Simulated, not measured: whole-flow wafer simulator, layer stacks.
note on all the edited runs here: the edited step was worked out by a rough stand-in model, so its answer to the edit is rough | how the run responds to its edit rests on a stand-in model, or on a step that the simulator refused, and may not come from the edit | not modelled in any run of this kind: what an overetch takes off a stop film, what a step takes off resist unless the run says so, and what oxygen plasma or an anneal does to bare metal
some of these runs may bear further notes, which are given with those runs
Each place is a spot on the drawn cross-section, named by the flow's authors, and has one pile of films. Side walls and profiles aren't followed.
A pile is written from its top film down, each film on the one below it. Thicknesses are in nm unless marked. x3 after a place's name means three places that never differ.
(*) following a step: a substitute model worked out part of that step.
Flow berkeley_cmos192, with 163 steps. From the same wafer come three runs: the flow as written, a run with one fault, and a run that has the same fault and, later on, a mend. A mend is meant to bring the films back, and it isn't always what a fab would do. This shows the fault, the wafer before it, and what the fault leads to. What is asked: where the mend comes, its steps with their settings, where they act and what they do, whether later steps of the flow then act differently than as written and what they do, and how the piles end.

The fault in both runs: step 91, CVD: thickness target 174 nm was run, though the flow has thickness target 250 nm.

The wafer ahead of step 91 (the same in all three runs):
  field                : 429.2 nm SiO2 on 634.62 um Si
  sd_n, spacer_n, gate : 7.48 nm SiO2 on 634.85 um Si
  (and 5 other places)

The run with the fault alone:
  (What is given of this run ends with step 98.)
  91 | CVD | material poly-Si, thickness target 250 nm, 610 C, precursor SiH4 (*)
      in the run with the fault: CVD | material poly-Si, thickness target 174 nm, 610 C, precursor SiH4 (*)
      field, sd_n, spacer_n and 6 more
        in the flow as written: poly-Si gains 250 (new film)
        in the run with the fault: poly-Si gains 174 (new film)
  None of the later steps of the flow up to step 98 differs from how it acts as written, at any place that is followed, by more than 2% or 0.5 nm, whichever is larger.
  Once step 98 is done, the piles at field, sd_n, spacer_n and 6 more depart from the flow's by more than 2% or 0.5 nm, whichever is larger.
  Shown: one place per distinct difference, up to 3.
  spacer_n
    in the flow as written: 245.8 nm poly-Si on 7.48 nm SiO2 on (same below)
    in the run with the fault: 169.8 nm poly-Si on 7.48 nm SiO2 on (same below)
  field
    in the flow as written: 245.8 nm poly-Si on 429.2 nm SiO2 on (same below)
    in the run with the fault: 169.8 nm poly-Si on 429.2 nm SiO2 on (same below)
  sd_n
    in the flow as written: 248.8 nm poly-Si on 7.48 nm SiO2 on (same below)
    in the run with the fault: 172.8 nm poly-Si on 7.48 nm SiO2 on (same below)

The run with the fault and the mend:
  The mend follows step 91.
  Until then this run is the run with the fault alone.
  91a | ETCH | chemistry tmah, depth target 200.1 nm
      field, sd_n, spacer_n and 6 more
        poly-Si loses 174 (all of it)
  91b | CLEAN | chemistry SPM (*) (a further turn of the flow's step 87)
      does not change any film at any place that is followed
  91c | CVD | material poly-Si, thickness target 250 nm, 610 C, precursor SiH4 (*) (a further turn of the flow's step 91)
      field, sd_n, spacer_n and 6 more
        poly-Si gains 250 (new film)
  None of the later steps of the flow differs from how it acts as written, at any place that is followed, by more than 2% or 0.5 nm, whichever is larger.
  At every place that both follow, the piles at the end match the flow's.
